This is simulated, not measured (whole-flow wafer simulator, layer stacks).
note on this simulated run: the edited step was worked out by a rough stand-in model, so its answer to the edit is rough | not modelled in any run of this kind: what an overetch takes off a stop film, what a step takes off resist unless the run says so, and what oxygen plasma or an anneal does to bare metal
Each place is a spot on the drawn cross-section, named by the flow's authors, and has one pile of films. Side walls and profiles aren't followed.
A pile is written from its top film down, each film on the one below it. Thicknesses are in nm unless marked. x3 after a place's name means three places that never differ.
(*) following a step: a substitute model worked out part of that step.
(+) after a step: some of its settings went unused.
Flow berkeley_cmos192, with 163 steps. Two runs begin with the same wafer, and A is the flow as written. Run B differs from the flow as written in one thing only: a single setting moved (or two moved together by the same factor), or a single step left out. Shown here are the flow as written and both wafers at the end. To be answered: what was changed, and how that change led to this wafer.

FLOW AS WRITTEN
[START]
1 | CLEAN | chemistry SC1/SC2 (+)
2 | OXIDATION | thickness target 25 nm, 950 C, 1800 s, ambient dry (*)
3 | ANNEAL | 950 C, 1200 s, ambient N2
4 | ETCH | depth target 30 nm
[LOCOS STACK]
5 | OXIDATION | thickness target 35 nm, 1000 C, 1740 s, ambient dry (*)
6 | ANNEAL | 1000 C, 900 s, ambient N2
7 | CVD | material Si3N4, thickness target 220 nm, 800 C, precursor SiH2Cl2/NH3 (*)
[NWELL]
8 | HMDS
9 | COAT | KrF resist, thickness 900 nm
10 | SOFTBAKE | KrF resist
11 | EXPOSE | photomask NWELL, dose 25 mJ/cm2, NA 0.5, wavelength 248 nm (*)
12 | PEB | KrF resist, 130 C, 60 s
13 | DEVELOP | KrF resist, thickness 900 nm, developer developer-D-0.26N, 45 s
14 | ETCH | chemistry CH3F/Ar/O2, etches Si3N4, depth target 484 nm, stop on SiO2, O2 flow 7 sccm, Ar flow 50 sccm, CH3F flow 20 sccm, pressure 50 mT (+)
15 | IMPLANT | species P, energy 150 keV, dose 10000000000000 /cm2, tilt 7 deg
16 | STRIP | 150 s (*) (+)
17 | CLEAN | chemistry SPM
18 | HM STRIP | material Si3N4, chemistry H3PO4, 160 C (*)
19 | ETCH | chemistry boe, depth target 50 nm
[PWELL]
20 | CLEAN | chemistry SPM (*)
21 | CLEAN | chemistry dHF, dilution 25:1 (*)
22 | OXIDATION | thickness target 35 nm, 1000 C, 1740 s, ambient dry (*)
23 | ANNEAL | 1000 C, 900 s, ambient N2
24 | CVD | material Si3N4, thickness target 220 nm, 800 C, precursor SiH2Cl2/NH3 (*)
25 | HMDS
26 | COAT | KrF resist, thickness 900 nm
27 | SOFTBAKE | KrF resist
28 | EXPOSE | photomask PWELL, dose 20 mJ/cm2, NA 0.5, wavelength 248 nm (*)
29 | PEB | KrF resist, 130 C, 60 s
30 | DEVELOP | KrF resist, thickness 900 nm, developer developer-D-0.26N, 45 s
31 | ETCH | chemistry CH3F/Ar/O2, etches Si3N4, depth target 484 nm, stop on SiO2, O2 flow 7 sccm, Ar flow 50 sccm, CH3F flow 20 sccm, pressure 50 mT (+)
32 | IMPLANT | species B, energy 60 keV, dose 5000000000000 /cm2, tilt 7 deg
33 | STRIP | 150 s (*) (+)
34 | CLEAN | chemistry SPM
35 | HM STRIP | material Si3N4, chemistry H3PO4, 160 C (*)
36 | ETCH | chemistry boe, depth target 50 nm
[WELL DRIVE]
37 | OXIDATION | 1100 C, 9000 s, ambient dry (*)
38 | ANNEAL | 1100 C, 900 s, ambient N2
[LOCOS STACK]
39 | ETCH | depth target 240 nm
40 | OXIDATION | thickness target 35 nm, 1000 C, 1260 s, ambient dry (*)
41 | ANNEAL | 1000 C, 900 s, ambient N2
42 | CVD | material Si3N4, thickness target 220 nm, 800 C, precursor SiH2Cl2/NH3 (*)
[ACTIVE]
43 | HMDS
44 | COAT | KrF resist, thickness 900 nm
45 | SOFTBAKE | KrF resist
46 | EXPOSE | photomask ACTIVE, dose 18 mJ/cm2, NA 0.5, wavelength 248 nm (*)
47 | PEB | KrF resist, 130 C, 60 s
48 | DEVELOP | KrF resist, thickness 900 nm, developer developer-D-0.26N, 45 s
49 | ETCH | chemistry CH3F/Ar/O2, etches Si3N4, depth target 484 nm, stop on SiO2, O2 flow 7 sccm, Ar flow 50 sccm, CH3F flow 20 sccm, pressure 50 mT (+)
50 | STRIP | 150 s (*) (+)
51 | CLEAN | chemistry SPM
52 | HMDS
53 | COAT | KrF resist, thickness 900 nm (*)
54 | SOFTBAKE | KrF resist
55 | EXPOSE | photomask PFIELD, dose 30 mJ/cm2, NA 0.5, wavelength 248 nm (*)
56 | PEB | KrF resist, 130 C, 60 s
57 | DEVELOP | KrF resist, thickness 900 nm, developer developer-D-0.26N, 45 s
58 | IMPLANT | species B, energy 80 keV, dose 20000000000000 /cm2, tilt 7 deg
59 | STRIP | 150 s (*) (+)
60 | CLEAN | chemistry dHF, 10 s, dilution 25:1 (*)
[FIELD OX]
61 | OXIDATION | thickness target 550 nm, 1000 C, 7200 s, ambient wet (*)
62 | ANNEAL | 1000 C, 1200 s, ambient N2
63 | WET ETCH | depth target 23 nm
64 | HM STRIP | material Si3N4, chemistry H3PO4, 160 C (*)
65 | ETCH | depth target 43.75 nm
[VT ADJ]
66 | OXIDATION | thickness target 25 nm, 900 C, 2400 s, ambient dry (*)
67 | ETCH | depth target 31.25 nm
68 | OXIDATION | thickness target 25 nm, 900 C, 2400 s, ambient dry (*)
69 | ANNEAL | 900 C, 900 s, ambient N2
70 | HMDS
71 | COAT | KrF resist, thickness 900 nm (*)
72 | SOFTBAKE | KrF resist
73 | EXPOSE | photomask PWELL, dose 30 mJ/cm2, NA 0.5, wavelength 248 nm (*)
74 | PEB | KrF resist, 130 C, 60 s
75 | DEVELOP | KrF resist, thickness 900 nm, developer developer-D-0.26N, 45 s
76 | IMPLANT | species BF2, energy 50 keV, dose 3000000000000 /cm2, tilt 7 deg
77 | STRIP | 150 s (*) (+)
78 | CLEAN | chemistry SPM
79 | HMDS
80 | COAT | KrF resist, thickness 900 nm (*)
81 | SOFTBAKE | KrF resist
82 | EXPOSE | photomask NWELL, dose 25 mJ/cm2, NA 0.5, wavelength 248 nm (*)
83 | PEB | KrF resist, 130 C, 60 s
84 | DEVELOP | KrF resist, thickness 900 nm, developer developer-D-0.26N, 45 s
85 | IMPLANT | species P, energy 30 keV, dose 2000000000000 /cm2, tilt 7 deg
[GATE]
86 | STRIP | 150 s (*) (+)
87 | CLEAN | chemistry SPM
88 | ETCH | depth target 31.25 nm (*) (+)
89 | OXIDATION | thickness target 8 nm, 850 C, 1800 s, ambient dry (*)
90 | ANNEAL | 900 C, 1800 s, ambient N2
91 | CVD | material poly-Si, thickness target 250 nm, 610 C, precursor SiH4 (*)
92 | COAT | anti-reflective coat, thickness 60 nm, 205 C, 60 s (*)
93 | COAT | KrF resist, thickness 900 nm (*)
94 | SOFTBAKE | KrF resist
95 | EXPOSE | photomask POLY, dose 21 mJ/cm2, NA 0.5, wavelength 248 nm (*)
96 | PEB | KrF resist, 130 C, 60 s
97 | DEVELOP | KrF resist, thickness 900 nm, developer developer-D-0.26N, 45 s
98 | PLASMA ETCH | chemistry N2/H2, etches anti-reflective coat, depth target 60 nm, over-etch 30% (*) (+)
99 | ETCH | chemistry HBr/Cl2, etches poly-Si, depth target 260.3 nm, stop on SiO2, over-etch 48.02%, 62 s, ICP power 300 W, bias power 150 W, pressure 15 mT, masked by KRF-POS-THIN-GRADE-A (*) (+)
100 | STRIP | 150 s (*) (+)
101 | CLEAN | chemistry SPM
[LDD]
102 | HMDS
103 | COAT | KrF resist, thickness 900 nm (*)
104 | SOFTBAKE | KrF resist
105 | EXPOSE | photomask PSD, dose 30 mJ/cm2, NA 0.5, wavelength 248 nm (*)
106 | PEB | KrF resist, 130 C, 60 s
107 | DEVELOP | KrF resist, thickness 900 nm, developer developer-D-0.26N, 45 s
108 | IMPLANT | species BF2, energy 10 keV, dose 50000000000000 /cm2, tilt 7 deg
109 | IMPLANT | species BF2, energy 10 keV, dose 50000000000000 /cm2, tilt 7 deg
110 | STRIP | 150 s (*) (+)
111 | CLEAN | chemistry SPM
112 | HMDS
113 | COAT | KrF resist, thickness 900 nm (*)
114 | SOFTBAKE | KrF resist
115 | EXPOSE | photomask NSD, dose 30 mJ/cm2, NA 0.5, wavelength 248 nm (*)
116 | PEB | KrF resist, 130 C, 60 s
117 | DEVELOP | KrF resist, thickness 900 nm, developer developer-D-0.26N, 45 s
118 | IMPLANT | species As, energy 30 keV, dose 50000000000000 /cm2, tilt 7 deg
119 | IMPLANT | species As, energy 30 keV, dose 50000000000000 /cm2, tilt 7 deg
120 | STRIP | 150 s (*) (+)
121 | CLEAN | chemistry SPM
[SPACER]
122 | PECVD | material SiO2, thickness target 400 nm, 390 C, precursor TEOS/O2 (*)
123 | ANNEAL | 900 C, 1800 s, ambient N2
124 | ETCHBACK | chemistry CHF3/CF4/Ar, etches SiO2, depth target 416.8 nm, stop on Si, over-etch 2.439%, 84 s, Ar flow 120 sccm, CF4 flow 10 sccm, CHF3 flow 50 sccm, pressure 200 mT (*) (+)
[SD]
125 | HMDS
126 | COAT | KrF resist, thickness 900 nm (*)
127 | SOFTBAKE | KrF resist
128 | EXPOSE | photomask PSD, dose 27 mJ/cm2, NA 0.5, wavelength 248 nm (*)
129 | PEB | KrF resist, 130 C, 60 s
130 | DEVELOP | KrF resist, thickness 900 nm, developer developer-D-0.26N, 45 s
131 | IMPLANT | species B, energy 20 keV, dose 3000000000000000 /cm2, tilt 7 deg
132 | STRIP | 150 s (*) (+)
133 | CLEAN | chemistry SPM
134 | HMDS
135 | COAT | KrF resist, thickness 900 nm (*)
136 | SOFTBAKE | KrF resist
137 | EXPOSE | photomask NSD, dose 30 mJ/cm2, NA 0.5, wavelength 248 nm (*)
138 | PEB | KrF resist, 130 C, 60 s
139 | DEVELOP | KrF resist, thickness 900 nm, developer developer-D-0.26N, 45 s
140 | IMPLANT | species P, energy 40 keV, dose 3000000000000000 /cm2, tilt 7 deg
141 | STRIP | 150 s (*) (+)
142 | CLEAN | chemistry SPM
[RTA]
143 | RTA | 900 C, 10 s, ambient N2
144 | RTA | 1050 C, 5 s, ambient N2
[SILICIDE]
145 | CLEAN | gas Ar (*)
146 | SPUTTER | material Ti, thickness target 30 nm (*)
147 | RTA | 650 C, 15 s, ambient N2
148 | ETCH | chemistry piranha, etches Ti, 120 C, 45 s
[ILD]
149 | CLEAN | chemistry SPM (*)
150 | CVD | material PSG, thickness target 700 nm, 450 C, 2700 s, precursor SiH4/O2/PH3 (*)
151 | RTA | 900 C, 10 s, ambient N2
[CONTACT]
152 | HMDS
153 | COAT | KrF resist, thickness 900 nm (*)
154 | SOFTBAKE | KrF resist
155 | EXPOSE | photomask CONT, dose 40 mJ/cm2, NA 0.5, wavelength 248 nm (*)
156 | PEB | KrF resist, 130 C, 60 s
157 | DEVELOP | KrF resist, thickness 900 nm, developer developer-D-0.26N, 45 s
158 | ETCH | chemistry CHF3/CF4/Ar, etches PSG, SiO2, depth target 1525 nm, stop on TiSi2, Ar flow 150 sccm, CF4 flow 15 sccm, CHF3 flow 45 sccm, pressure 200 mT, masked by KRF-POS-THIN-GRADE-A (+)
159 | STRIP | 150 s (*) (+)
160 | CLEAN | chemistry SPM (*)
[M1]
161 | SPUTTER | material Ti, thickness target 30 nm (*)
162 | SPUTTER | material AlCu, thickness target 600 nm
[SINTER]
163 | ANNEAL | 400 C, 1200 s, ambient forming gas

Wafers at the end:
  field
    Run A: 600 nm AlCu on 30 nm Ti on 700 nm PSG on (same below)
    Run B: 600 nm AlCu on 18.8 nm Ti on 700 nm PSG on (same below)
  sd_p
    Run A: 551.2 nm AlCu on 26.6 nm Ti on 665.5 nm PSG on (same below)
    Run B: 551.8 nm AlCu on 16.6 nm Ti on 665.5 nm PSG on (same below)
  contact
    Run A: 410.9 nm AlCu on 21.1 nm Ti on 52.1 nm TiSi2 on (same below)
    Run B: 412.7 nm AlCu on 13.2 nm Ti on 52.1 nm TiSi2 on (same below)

What caused this: step 161, SPUTTER: thickness target 18.75 nm was run, though the flow has thickness target 30 nm.
The wafer itself shows it: field has Ti 18.8, and step 161 as written asks for 30 nm.

How this came from the change, step by step:
  161 | SPUTTER | material Ti, thickness target 30 nm (*)
      field, sd_n, spacer_n, gate, spacer_p, gate_p, m1: A Ti gains 30 (new film) | B Ti gains 18.8 (new film)
      sd_p: A Ti gains 26.6 (new film) | B Ti gains 16.6 (new film)
      (and at 1 other place as well)
